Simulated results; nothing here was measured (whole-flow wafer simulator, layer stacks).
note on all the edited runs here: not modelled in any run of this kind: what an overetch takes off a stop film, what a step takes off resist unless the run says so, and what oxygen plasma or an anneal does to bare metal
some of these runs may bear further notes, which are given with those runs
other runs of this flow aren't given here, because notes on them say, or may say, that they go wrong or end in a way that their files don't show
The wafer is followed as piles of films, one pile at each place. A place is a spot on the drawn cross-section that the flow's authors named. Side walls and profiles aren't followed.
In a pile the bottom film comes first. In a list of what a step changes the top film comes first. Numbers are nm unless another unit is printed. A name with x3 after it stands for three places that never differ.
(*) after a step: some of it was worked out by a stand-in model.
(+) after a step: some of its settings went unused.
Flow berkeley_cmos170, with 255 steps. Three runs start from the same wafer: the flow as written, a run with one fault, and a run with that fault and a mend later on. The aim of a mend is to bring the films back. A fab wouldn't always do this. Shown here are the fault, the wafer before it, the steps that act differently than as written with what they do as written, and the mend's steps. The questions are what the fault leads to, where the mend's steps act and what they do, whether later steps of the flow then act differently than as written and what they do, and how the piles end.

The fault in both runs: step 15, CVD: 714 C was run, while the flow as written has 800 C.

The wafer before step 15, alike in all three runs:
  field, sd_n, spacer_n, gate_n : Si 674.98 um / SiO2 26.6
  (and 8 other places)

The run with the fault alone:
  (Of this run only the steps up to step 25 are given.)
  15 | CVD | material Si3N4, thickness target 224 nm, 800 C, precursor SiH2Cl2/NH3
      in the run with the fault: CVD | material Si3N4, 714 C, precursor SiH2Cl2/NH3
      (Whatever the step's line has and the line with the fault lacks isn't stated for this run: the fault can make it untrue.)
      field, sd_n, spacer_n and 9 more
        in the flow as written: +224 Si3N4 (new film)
        in the run with the fault: +59.9 Si3N4 (new film)
  Steps further on in the flow that do not act as written:
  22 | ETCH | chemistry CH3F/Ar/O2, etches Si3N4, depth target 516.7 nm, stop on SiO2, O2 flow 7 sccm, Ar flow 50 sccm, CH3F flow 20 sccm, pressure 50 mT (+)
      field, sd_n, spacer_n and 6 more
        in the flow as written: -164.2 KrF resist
        in the run with the fault: -54.9 KrF resist
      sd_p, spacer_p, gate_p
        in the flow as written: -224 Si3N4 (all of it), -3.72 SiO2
        in the run with the fault: -59.9 Si3N4 (all of it), -3.72 SiO2
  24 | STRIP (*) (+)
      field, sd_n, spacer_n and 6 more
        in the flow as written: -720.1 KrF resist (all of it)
        in the run with the fault: -829.5 KrF resist (all of it)
  Once step 25 is done, the piles at field, sd_n, spacer_n and 6 more depart from the flow's by more than 2% or 0.5 nm, whichever is larger.
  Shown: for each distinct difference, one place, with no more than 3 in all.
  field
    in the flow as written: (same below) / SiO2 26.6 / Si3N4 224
    in the run with the fault: (same below) / SiO2 26.6 / Si3N4 59.9

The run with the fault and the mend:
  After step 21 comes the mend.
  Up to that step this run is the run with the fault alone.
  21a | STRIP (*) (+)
      field, sd_n, spacer_n and 6 more
        -884.4 KrF resist (all of it)
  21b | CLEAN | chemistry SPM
      leaves every film unchanged at each place that is followed
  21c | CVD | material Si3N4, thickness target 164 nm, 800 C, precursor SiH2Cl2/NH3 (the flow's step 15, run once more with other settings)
      field, sd_n, spacer_n and 9 more
        +164 Si3N4
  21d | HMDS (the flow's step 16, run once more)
      leaves every film unchanged at each place that is followed
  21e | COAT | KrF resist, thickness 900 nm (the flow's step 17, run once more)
      field, sd_n, spacer_n and 9 more
        +900 KrF resist (new film)
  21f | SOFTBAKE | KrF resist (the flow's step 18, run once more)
      leaves every film unchanged at each place that is followed
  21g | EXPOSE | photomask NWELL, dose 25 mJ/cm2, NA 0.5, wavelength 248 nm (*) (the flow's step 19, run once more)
      leaves every film unchanged at each place that is followed
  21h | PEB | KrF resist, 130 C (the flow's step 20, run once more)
      field, sd_n, spacer_n and 9 more
        -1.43 KrF resist
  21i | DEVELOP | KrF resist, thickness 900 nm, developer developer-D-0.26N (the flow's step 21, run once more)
      field, sd_n, spacer_n and 6 more
        -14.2 KrF resist
      sd_p, spacer_p, gate_p
        -898.6 KrF resist (all of it)
  Every later step of the flow that is run acts as written, at every place that is followed, to within 2% or 0.5 nm, whichever is larger.
  By the end, the piles equal the flow's at every place that both follow.
